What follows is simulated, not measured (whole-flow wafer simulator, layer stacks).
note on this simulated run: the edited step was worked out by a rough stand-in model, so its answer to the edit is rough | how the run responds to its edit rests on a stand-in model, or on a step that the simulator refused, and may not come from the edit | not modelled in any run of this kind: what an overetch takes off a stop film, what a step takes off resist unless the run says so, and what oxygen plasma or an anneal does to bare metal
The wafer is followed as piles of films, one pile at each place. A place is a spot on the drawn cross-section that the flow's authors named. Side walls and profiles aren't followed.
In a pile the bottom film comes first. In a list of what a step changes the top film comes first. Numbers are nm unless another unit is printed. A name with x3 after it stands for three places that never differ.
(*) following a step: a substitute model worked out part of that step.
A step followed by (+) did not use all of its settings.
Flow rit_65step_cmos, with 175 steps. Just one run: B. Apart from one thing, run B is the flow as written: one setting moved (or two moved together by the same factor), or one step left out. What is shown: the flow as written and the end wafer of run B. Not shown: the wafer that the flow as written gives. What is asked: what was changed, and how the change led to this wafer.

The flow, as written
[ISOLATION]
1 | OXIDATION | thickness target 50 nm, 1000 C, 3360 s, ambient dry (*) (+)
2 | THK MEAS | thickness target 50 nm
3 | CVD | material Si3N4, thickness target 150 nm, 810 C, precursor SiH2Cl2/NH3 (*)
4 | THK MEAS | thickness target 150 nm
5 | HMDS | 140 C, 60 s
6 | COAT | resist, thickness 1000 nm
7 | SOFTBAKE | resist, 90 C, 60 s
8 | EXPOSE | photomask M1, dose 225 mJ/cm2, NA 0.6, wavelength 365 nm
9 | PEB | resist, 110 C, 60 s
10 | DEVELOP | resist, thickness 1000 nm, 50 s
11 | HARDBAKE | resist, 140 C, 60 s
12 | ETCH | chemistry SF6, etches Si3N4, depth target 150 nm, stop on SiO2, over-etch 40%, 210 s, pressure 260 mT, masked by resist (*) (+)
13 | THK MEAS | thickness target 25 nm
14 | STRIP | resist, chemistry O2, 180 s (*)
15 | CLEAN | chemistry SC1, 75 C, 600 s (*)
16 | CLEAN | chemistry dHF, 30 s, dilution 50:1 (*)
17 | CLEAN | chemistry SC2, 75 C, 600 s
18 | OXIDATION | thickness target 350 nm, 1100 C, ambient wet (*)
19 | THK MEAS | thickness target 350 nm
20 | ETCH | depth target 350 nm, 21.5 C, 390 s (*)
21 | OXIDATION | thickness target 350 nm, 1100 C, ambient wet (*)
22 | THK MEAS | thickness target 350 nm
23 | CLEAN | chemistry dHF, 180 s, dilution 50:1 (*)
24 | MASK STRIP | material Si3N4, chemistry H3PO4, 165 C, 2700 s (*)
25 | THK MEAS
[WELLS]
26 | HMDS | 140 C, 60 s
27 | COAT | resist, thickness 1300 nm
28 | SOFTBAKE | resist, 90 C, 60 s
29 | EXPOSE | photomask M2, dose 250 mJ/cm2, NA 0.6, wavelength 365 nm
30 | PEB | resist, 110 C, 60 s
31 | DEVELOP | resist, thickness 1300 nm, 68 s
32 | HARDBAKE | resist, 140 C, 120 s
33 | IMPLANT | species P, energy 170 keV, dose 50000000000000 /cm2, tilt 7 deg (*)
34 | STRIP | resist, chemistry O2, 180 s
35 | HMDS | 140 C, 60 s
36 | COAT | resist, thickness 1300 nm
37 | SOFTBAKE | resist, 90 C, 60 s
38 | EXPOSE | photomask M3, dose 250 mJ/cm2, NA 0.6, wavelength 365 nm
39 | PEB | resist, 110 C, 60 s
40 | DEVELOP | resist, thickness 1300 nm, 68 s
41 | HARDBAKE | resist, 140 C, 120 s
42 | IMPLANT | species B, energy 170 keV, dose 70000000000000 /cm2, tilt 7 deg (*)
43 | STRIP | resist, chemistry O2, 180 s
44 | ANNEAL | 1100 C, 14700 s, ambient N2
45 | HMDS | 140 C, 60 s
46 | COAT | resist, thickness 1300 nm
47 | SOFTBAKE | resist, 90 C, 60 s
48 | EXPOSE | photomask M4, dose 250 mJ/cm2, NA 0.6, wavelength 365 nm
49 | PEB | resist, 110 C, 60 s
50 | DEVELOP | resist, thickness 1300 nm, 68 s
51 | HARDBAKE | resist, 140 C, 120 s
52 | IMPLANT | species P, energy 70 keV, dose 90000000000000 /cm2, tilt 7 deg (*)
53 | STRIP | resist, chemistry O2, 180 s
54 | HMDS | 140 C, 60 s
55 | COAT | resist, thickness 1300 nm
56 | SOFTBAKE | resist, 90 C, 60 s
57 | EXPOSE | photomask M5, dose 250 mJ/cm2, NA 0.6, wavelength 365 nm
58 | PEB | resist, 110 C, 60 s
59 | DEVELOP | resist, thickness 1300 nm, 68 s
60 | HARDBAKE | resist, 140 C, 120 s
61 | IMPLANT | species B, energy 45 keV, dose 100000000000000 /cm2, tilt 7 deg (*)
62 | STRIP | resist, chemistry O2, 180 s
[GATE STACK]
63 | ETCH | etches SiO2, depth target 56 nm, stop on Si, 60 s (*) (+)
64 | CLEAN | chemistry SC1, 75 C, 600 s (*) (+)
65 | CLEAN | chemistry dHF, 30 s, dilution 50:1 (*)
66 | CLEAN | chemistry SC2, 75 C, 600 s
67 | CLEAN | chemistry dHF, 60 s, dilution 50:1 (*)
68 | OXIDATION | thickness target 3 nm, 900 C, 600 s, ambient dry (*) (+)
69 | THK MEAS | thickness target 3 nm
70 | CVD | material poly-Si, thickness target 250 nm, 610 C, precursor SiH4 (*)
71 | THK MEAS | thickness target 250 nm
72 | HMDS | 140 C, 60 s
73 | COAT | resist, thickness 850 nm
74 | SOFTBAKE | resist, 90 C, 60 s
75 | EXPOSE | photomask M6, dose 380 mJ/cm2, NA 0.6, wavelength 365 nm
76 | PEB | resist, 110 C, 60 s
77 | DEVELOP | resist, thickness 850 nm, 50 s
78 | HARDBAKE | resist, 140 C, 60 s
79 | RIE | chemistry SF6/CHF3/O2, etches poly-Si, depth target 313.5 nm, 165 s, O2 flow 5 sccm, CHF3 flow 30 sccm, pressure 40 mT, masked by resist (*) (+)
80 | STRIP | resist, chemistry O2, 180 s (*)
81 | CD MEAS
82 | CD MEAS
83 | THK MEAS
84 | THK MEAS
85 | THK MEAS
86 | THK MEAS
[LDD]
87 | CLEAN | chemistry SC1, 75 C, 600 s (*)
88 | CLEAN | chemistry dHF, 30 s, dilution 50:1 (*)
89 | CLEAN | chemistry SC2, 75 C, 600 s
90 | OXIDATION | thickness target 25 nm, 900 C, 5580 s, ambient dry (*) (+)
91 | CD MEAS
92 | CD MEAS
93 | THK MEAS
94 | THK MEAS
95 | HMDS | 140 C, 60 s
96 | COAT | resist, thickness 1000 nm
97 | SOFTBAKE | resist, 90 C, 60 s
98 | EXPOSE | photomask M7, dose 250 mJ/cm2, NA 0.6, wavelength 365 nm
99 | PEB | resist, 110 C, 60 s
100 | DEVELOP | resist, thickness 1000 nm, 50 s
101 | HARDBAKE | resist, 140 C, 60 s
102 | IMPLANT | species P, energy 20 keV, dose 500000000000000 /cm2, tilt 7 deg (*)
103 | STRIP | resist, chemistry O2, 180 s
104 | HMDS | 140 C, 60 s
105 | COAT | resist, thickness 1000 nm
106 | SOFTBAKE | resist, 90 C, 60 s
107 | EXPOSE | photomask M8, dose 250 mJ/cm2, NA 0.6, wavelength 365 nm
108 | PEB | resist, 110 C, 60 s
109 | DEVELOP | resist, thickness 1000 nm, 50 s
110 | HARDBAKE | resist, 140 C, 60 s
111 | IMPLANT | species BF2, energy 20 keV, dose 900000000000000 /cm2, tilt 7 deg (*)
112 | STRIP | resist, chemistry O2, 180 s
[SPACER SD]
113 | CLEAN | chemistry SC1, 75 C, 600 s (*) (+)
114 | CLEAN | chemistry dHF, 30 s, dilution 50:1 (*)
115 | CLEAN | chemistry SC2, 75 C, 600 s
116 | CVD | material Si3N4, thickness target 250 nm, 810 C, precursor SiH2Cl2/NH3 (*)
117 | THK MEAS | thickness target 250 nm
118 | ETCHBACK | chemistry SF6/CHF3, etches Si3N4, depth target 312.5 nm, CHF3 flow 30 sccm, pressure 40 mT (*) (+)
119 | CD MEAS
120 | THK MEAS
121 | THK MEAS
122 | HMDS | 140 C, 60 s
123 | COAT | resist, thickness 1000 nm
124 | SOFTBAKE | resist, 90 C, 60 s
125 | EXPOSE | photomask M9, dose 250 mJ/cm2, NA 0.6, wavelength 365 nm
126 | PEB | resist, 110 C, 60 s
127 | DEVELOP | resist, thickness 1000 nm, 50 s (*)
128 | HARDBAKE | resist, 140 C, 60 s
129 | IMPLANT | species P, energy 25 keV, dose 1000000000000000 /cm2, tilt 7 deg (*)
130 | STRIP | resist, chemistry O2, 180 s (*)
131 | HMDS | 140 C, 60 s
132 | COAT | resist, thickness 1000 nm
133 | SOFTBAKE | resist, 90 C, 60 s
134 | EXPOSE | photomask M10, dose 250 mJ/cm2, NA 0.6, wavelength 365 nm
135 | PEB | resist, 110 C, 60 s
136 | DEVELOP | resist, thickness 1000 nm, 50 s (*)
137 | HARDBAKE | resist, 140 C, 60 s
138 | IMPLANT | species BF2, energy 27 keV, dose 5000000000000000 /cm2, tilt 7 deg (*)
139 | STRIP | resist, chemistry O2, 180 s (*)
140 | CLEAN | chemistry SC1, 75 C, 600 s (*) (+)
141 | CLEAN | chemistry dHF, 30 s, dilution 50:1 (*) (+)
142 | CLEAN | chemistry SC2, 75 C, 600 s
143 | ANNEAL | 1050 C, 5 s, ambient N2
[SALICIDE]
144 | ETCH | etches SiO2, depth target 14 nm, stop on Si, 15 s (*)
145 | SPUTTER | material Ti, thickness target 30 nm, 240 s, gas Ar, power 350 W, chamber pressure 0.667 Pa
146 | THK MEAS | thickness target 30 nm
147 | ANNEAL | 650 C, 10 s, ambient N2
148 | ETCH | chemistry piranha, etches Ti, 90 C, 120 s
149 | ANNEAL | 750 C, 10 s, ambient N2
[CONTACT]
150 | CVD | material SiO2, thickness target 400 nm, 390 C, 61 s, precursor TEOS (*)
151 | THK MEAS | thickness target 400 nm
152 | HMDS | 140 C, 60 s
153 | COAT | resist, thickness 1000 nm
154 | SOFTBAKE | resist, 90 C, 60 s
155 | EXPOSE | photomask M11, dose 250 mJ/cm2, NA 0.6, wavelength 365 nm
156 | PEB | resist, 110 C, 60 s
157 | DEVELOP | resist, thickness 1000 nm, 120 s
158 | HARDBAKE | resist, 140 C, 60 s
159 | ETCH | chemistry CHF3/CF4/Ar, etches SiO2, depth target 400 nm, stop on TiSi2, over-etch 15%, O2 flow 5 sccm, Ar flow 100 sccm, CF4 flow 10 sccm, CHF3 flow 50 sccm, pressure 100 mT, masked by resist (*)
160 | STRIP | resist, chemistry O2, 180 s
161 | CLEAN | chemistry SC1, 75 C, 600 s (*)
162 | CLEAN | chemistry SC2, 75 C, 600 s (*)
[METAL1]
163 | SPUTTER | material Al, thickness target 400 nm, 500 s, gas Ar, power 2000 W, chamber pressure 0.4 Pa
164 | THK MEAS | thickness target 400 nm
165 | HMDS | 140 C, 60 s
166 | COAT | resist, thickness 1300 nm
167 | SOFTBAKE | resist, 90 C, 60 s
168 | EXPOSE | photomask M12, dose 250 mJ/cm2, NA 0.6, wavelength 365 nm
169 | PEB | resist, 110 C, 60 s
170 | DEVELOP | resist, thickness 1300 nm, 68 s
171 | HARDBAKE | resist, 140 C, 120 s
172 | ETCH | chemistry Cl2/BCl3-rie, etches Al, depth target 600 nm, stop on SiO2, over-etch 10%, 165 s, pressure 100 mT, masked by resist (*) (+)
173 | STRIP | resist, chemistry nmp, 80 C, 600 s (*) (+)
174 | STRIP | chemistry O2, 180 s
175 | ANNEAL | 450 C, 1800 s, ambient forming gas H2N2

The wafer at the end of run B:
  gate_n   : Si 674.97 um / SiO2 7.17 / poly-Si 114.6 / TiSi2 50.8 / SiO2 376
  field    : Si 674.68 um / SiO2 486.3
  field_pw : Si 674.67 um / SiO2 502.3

The reason: step 63, ETCH: 96 s was run, while the flow as written has 60 s.

How this came from the change, step by step:
  63 | ETCH | etches SiO2, depth target 56 nm, stop on Si, 60 s (*) (+)
      gate_n, gate_p, spacer, spacer_p, sd_n, sd_p, contact, m1: SiO2 loses 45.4 (all of it), Si loses 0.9 (as written it would have been: SiO2 loses 45.4 (all of it), Si loses 0.22)
      field, field_pw, field_nw, field_p: SiO2 loses 89.6 (as written it would have been: SiO2 loses 56)
      (and at 2 other places as well)
  65 | CLEAN | chemistry dHF, 30 s, dilution 50:1 (*)
      field_nw, field_p: SiO2 loses 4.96 (as written it would have been: SiO2 loses 5.75)
  67 | CLEAN | chemistry dHF, 60 s, dilution 50:1 (*)
      field_nw, field_p: SiO2 loses 9.31 (as written it would have been: SiO2 loses 11.3)
  73 | COAT | resist, thickness 850 nm
      field: resist gains 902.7 (new film) (as written it would have been: resist gains 878 (new film))
      field_p: resist gains 906.2 (new film) (as written it would have been: resist gains 884.6 (new film))
  76 | PEB | resist, 110 C, 60 s
      field: resist loses 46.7 (as written it would have been: resist loses 45.3)
      field_p: resist loses 46.9 (as written it would have been: resist loses 45.7)
  77 | DEVELOP | resist, thickness 850 nm, 50 s
      field: resist loses 856 (all of it) (as written it would have been: resist loses 832.7 (all of it))
      field_p: resist loses 859.3 (all of it) (as written it would have been: resist loses 838.9 (all of it))
  90 | OXIDATION | thickness target 25 nm, 900 C, 5580 s, ambient dry (*) (+)
      field, field_pw: SiO2 gains 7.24, Si loses 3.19 (as written it would have been: SiO2 gains 6.57, Si loses 2.89)
      field_nw, field_p: SiO2 gains 7.33, Si loses 3.23 (as written it would have been: SiO2 gains 6.7, Si loses 2.95)
  96 | COAT | resist, thickness 1000 nm
      field: resist gains 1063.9 (new film) (as written it would have been: resist gains 1039.8 (new film))
  99 | PEB | resist, 110 C, 60 s
      field: resist loses 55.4 (as written it would have been: resist loses 54)
      field_p: resist loses 55.6 (as written it would have been: resist loses 54.4)
  100 | DEVELOP | resist, thickness 1000 nm, 50 s
      field: resist loses 1008.5 (all of it) (as written it would have been: resist loses 985.8 (all of it))
  101 | HARDBAKE | resist, 140 C, 60 s
      field_p: resist loses 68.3 (as written it would have been: resist loses 66.5)
  105 | COAT | resist, thickness 1000 nm
      field: resist gains 1063.9 (new film) (as written it would have been: resist gains 1039.8 (new film))
  108 | PEB | resist, 110 C, 60 s
      field: resist loses 55.4 (as written it would have been: resist loses 54)
      field_p: resist loses 55.6 (as written it would have been: resist loses 54.4)
  110 | HARDBAKE | resist, 140 C, 60 s
      field: resist loses 68.1 (as written it would have been: resist loses 66.1)
  112 | STRIP | resist, chemistry O2, 180 s
      field: resist loses 940.4 (all of it) (as written it would have been: resist loses 919.7 (all of it))
  123 | COAT | resist, thickness 1000 nm
      field: resist gains 1092.2 (new film) (as written it would have been: resist gains 1066.4 (new film))
      field_p: resist gains 1096.2 (new film) (as written it would have been: resist gains 1073.5 (new film))
  ... 13 other steps ...
  169 | PEB | resist, 110 C, 60 s
      field: resist loses 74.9 (as written it would have been: resist loses 73.4)
